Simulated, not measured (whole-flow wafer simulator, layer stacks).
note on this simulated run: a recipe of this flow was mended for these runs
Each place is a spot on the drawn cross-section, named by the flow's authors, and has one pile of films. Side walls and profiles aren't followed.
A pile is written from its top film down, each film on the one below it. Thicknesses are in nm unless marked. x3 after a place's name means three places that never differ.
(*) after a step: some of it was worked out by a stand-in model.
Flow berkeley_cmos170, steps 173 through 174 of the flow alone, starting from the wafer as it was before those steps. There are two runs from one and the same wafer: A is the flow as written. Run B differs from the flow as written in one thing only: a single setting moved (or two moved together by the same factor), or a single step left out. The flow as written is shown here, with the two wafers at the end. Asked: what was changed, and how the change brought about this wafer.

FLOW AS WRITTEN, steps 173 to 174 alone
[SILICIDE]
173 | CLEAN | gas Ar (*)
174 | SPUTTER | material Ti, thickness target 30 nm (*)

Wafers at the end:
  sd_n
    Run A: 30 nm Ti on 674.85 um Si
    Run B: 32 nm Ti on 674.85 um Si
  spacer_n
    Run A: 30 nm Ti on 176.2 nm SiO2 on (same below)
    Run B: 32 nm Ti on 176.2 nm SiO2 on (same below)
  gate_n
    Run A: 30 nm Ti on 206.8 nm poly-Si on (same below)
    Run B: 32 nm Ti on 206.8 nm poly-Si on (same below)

Cause: step 174, SPUTTER: thickness target 32 nm was run, while the flow as written has thickness target 30 nm.
One can read it off the wafer: sd_n has Ti 32, and step 174 as written asks for 30 nm.

Step by step, how the change led to this:
  174 | SPUTTER | material Ti, thickness target 30 nm (*)
      field, mark, sd_n and 10 more: A Ti gains 30 (new film) | B Ti gains 32 (new film)
